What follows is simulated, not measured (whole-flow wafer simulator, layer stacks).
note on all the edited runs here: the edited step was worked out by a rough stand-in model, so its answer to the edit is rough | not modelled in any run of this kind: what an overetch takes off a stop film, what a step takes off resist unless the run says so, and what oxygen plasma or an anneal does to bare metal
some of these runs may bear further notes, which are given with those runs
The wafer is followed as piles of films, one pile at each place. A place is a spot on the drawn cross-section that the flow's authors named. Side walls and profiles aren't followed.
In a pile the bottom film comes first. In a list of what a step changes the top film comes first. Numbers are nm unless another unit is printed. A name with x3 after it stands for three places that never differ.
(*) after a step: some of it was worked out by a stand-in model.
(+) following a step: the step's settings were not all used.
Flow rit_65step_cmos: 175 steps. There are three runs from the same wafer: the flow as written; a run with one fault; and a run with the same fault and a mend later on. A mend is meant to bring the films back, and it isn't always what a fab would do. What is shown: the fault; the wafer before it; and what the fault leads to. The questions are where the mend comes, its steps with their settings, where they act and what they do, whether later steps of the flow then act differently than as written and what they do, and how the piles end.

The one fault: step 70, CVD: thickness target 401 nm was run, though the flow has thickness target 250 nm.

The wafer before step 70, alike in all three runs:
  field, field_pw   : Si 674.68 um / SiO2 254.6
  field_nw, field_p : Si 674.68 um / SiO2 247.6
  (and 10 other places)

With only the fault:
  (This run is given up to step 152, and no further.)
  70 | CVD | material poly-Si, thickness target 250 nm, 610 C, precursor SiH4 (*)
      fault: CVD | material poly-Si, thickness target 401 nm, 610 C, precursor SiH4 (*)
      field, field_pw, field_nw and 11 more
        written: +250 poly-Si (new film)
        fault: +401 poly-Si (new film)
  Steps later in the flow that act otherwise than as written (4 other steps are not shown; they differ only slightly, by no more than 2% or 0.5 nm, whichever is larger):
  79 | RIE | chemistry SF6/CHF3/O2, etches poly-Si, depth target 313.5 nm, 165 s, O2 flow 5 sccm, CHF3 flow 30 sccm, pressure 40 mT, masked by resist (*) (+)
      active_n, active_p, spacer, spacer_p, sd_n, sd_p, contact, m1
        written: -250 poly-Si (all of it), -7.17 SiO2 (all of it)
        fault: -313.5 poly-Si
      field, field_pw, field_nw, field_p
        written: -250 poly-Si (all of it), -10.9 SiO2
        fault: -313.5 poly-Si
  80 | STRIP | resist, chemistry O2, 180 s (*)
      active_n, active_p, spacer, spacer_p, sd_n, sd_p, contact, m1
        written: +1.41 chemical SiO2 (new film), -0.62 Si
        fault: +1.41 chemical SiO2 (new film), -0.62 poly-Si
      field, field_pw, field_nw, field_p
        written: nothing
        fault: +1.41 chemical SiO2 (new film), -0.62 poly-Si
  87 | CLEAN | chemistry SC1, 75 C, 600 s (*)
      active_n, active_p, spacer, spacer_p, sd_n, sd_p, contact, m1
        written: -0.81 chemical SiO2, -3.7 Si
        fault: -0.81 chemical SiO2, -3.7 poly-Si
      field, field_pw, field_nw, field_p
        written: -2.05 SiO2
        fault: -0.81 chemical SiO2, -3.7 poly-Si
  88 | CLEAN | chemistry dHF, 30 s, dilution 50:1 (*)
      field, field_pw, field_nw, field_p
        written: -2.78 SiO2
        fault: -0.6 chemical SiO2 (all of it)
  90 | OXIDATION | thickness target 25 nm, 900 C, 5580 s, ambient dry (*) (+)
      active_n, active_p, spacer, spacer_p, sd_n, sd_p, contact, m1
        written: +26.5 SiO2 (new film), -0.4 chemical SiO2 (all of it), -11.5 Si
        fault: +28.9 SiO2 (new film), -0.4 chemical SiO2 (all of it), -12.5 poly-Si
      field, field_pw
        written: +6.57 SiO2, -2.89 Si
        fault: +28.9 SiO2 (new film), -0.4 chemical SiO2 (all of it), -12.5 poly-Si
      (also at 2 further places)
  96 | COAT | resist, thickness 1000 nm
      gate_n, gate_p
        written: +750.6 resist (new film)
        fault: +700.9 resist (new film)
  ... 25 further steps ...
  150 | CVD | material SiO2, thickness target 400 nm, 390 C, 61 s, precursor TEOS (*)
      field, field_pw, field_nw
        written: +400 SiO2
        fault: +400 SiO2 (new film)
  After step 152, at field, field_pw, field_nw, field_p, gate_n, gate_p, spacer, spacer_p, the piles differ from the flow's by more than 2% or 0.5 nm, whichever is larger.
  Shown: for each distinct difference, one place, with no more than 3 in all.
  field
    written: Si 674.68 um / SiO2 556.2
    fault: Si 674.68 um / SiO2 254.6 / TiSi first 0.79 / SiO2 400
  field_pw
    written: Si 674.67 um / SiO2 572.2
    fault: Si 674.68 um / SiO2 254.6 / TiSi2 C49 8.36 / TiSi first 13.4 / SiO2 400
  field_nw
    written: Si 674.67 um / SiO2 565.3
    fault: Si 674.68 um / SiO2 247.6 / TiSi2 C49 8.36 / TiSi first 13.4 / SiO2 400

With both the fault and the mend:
  After step 71 comes the mend.
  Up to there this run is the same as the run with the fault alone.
  71a | ETCH | chemistry tmah, depth target 461.1 nm
      field, field_pw, field_nw and 11 more
        -401 poly-Si (all of it)
  71b | CLEAN | chemistry SC2, 75 C, 600 s (the flow's step 66 again)
      alters no film at any place that is followed
  71c | CVD | material poly-Si, thickness target 250 nm, 610 C, precursor SiH4 (*) (the flow's step 70 again)
      field, field_pw, field_nw and 11 more
        +250 poly-Si (new film)
  None of the later steps of the flow acts differently than as written at any place that is followed.
  By the end, the piles equal the flow's at every place that both follow.
